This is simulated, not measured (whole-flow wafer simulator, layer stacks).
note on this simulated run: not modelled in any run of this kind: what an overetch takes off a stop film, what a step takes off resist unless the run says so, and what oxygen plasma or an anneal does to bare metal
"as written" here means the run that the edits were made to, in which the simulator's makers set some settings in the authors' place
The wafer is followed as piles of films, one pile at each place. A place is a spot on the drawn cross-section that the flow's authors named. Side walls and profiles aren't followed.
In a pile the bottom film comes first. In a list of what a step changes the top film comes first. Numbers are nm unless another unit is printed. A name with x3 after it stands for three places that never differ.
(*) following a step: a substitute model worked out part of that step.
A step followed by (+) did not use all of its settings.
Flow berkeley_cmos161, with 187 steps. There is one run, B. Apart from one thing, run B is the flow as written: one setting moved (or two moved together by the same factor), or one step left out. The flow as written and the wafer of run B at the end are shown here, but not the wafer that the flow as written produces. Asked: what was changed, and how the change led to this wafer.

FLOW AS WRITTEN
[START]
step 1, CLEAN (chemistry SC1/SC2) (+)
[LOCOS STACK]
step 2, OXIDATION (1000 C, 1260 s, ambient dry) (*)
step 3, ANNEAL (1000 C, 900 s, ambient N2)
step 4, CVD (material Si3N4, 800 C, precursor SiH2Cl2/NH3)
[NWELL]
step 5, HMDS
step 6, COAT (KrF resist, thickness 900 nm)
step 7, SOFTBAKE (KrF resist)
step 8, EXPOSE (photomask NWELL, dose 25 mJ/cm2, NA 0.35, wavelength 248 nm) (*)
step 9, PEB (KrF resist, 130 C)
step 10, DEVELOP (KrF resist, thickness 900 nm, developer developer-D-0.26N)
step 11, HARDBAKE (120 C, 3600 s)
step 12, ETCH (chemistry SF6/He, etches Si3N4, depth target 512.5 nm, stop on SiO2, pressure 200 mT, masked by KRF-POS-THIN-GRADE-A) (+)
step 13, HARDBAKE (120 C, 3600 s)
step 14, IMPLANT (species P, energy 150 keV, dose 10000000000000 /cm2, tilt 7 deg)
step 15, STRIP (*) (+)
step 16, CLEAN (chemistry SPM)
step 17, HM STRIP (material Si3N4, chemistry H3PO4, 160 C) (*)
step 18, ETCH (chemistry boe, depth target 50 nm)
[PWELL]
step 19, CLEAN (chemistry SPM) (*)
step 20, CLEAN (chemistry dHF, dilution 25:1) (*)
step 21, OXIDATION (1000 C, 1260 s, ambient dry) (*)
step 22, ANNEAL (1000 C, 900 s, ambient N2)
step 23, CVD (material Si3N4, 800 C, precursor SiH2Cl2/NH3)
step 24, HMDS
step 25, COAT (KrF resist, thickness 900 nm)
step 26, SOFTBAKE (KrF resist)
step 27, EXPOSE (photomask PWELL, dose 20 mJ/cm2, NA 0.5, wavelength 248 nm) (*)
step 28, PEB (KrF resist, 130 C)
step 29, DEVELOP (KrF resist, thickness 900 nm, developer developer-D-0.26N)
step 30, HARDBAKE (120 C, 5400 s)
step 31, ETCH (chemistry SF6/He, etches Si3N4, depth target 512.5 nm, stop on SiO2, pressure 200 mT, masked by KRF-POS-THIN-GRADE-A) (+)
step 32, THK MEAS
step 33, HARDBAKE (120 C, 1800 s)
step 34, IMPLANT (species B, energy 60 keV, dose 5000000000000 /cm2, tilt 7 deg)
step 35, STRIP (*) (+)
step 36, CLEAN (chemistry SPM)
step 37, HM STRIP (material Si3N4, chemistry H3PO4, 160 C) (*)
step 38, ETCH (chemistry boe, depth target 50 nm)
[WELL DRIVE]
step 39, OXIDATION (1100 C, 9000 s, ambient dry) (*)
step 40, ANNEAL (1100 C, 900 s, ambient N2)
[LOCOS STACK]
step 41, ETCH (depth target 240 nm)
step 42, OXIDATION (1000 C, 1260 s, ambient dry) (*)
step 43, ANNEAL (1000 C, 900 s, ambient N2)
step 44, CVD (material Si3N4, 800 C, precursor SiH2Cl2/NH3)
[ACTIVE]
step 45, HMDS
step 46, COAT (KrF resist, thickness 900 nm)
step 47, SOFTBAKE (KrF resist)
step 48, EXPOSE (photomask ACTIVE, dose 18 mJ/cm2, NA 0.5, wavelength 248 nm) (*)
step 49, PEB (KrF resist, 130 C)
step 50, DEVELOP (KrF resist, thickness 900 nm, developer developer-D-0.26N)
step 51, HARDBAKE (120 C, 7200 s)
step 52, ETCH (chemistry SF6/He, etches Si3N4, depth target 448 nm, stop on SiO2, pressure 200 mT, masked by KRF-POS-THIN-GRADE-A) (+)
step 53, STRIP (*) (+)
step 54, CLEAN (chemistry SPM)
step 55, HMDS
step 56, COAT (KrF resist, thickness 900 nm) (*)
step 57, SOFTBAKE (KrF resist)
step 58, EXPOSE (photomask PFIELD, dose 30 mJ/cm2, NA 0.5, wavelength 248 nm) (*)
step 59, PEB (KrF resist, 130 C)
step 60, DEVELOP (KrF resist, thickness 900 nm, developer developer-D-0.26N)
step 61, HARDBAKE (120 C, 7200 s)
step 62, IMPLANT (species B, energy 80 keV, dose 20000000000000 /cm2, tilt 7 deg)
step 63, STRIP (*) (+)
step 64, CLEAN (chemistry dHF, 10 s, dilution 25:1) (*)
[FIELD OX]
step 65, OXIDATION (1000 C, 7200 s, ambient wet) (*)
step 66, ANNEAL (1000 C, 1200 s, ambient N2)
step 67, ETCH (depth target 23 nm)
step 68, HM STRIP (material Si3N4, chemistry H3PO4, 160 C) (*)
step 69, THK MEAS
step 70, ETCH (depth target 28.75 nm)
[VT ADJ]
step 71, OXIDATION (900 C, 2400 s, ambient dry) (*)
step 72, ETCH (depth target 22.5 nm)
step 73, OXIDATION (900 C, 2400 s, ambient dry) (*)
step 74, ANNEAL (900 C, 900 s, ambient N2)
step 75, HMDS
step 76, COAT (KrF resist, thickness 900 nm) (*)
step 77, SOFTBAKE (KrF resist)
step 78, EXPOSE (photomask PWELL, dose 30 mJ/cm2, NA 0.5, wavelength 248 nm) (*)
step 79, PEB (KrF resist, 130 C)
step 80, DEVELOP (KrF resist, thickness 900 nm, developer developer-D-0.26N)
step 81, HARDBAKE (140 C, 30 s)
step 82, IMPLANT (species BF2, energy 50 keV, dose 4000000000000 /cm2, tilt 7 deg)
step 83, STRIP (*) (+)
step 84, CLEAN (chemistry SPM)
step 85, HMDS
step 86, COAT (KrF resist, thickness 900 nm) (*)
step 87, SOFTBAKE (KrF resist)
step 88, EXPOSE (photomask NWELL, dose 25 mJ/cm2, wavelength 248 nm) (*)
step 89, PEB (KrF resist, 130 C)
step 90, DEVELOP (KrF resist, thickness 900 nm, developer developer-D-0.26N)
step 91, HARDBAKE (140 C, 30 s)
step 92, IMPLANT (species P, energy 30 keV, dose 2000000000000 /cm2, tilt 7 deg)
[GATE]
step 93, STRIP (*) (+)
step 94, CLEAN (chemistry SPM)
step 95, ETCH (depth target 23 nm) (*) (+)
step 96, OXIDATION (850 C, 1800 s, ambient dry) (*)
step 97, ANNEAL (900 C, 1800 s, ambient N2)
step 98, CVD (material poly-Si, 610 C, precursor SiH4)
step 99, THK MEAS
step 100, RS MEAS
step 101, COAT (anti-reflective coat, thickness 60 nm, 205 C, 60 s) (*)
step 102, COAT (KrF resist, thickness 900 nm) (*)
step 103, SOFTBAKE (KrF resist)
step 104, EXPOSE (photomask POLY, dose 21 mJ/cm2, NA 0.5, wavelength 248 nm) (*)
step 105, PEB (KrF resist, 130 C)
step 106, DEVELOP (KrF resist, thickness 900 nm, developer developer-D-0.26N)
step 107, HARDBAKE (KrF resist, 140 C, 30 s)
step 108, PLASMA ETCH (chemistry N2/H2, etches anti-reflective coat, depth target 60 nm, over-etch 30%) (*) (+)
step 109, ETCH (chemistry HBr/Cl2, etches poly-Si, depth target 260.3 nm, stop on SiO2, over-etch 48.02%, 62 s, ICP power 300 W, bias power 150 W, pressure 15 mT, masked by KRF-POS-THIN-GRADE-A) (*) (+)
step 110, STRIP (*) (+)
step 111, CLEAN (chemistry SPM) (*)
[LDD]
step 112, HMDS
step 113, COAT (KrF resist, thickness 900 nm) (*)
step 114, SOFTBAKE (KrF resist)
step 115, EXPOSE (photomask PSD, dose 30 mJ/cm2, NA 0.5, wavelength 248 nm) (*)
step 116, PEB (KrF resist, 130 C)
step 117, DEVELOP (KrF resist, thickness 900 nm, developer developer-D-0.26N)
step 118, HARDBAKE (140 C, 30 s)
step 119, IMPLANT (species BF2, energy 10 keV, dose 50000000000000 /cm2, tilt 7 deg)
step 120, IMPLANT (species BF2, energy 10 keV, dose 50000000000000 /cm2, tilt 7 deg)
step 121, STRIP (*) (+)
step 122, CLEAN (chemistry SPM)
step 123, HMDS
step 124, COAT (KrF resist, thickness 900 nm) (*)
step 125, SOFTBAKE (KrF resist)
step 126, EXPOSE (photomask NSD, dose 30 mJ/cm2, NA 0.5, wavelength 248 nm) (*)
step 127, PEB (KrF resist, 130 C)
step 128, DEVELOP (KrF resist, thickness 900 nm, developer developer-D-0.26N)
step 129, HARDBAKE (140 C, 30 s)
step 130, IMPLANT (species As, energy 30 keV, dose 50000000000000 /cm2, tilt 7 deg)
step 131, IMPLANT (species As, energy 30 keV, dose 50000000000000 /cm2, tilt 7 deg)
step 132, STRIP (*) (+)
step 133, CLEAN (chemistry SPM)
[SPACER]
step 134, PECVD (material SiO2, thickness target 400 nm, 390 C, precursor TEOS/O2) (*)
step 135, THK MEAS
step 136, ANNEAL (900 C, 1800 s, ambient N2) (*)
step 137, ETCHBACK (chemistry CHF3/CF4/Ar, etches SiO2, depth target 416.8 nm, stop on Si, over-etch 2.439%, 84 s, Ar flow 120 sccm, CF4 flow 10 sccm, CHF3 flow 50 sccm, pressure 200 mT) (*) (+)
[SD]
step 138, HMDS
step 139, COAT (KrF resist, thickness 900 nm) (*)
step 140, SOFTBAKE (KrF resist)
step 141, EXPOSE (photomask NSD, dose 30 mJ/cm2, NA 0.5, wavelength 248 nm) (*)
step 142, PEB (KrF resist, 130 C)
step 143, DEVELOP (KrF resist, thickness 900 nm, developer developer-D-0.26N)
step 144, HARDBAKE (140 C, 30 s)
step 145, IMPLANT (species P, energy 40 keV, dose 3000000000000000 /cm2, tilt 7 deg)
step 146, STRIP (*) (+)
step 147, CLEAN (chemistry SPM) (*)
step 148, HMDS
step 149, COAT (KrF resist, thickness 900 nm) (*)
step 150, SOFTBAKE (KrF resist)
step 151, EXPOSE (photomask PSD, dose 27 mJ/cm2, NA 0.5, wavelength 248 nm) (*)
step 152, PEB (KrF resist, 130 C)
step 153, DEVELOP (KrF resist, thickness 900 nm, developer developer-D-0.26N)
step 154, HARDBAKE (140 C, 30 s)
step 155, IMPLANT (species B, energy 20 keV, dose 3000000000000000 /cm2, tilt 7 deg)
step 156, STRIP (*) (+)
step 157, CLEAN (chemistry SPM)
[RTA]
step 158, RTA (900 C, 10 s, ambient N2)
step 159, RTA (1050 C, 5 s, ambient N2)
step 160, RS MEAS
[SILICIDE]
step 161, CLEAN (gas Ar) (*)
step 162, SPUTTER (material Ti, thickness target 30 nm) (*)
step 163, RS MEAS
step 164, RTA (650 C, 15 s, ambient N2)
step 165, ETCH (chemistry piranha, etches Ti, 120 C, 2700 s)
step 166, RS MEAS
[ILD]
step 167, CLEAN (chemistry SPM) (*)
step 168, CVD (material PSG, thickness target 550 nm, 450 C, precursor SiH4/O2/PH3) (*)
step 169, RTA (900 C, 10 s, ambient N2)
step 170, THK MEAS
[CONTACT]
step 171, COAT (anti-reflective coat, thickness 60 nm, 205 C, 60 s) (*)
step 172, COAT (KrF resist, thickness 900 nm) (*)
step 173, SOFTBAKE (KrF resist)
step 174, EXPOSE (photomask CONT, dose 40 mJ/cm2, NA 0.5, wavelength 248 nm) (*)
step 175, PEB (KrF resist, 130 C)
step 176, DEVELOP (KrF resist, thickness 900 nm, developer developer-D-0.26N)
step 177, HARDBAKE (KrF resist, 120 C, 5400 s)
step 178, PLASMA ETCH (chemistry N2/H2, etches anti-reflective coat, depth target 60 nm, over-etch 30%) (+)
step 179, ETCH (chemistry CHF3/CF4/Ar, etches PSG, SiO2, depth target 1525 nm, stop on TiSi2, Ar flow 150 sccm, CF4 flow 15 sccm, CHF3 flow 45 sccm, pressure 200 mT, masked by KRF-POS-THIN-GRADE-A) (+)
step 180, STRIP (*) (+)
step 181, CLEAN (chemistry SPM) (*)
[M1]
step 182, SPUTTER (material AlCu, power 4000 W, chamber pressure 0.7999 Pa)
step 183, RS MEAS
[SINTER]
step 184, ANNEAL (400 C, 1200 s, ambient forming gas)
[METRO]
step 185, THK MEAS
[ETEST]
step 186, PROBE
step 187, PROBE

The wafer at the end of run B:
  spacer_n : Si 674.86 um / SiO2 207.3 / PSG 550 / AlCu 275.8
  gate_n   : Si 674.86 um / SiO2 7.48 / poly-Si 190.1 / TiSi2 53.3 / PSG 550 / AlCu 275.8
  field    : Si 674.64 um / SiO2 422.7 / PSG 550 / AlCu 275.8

Cause: step 72, ETCH: depth target 8.168 nm was run, while the flow as written has depth target 22.5 nm.

How this came from the change, step by step:
  step 72, ETCH (depth target 22.5 nm)
      sd_n, spacer_n, gate_n, sd_p, spacer_p, gate_p, contact, m1: -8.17 SiO2 (as written it would have been: -14.9 SiO2 (all of it))
      field: -8.17 SiO2 (as written it would have been: -22.5 SiO2)
  step 73, OXIDATION (900 C, 2400 s, ambient dry) (*)
      sd_n, spacer_n, gate_n, sd_p, spacer_p, gate_p, contact, m1: +10.6 SiO2, -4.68 Si (as written it would have been: +14.9 SiO2 (new film), -6.57 Si)
  step 95, ETCH (depth target 23 nm) (*) (+)
      sd_n, spacer_n, gate_n, sd_p, spacer_p, gate_p, contact, m1: -17.4 SiO2 (all of it) (as written it would have been: -14.9 SiO2 (all of it))
  step 101, COAT (anti-reflective coat, thickness 60 nm, 205 C, 60 s) (*)
      sd_n: +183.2 anti-reflective coat (new film) (as written it would have been: +173.5 anti-reflective coat (new film))
      spacer_n: +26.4 anti-reflective coat (new film) (as written it would have been: +28.7 anti-reflective coat (new film))
      (also at 4 further places)
  step 108, PLASMA ETCH (chemistry N2/H2, etches anti-reflective coat, depth target 60 nm, over-etch 30%) (*) (+)
      sd_n: -183.2 anti-reflective coat (all of it), -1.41 poly-Si (as written it would have been: -173.5 anti-reflective coat (all of it), -1.33 poly-Si)
      spacer_n: -26.4 anti-reflective coat (all of it), -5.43 poly-Si (as written it would have been: -28.7 anti-reflective coat (all of it), -5.05 poly-Si)
      (also at 2 further places)
  step 110, STRIP (*) (+)
      gate_n: +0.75 chemical SiO2 (new film), -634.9 KrF resist (all of it), -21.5 anti-reflective coat (all of it), -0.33 poly-Si (as written it would have been: +0.75 chemical SiO2 (new film), -626.8 KrF resist (all of it), -23.7 anti-reflective coat (all of it), -0.33 poly-Si)
      gate_p: +0.75 chemical SiO2 (new film), -603 KrF resist (all of it), -26.8 anti-reflective coat (all of it), -0.33 poly-Si (as written it would have been: +0.75 chemical SiO2 (new film), -598.2 KrF resist (all of it), -27.9 anti-reflective coat (all of it), -0.33 poly-Si)
  step 171, COAT (anti-reflective coat, thickness 60 nm, 205 C, 60 s) (*)
      sd_n: +160 anti-reflective coat (new film) (as written it would have been: +149.7 anti-reflective coat (new film))
      m1: +100.8 anti-reflective coat (new film) (as written it would have been: +97.8 anti-reflective coat (new film))
  step 180, STRIP (*) (+)
      sd_n: -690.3 KrF resist (all of it), -160 anti-reflective coat (all of it) (as written it would have been: -692.5 KrF resist (all of it), -149.7 anti-reflective coat (all of it))
      m1: -744.5 KrF resist (all of it), -100.8 anti-reflective coat (all of it) (as written it would have been: -739.9 KrF resist (all of it), -97.8 anti-reflective coat (all of it))
